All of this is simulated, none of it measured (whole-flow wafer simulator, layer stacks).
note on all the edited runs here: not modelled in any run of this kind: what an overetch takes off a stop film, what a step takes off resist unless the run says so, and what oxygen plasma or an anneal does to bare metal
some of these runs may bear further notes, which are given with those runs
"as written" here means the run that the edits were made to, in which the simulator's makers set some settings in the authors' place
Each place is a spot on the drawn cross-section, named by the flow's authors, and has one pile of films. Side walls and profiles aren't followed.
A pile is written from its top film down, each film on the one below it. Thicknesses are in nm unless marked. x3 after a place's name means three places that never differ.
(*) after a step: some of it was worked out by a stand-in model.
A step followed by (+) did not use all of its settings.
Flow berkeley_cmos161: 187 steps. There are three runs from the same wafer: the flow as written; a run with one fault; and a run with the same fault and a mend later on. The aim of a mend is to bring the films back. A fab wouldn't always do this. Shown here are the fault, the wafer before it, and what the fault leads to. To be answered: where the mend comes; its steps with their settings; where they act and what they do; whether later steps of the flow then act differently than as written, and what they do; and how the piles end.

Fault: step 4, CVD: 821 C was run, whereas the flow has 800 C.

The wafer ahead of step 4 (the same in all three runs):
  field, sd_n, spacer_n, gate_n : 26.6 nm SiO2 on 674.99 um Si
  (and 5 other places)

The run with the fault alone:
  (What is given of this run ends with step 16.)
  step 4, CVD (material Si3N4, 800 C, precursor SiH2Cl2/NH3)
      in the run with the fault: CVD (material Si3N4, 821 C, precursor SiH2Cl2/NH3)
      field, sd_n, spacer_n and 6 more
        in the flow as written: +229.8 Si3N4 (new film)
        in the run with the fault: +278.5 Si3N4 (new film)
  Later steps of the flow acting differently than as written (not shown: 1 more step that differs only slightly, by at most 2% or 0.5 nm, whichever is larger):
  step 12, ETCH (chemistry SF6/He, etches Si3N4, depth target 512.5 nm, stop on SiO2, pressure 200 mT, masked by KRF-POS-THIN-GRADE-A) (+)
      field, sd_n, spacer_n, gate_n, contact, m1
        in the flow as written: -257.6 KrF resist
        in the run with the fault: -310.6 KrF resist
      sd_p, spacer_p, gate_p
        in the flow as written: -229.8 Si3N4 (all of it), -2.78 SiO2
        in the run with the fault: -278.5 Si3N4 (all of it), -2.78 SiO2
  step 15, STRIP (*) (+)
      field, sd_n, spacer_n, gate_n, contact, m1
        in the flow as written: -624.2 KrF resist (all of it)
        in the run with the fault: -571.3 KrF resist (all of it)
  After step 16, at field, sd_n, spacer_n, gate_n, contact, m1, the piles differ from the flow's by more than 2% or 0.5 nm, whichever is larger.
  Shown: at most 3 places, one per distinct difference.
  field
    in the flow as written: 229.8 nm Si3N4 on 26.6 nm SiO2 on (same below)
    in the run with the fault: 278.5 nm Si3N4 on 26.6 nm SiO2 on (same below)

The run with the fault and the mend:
  The mend follows step 4.
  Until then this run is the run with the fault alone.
  step 4a, ETCH (chemistry h3po4, depth target 320.3 nm)
      field, sd_n, spacer_n and 6 more
        -278.5 Si3N4 (all of it)
  step 4b, CLEAN (chemistry SC1/SC2) (the flow's step 1, run once more)
      does not change any film at any place that is followed
  step 4c, CVD (material Si3N4, 800 C, precursor SiH2Cl2/NH3) (the flow's step 4, run once more)
      field, sd_n, spacer_n and 6 more
        +229.8 Si3N4 (new film)
  Later steps of the flow that are run all act as written at every place that is followed.
  The piles end the same as the flow's at every place that both follow.
